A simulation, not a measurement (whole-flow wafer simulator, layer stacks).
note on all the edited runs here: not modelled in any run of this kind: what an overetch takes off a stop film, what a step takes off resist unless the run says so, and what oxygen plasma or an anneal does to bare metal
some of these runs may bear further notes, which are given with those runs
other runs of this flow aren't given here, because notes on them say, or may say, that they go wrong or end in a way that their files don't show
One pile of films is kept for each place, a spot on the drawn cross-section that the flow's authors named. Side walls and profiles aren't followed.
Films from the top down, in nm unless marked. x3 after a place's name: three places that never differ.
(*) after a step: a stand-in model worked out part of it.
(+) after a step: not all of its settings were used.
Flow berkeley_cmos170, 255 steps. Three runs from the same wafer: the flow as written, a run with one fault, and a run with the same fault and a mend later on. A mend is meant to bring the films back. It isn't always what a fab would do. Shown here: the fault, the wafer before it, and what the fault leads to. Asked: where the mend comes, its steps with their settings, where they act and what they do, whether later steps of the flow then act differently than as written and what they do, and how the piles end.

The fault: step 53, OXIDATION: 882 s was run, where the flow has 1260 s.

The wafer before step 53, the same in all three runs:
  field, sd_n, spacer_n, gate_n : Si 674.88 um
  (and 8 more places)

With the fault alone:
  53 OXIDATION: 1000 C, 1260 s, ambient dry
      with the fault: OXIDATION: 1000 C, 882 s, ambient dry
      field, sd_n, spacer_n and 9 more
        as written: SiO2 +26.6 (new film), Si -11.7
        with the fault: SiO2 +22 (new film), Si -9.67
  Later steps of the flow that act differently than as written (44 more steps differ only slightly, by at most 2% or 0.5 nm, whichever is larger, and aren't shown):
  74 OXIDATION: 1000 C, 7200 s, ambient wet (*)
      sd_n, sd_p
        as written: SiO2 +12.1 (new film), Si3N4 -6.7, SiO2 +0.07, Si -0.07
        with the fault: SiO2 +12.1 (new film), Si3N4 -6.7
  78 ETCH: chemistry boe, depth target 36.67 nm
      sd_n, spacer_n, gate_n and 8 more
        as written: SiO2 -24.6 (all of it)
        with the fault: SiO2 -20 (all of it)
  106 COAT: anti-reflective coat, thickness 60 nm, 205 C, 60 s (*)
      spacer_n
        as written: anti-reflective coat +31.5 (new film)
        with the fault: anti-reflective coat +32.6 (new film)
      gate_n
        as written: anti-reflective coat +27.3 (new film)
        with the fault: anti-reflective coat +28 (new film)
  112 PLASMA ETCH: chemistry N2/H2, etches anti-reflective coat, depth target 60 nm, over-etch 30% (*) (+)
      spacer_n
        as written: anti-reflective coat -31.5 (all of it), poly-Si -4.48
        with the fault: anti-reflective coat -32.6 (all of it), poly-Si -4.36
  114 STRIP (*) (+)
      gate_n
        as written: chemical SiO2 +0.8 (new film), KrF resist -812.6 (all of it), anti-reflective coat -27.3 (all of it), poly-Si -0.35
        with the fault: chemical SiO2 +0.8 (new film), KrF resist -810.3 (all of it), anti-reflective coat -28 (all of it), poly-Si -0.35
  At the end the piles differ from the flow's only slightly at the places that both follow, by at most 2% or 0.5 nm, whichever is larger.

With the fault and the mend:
  The mend comes after step 53.
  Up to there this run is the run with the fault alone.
  53a OXIDATION: 1000 C, 378 s, ambient dry (*) (the flow's step 53 once more, with other settings)
      field, sd_n, spacer_n and 9 more
        SiO2 +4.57, Si -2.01
  No later step of the flow acts differently than as written at any place that is followed.
  At the end the piles are the same as the flow's at every place that both follow.
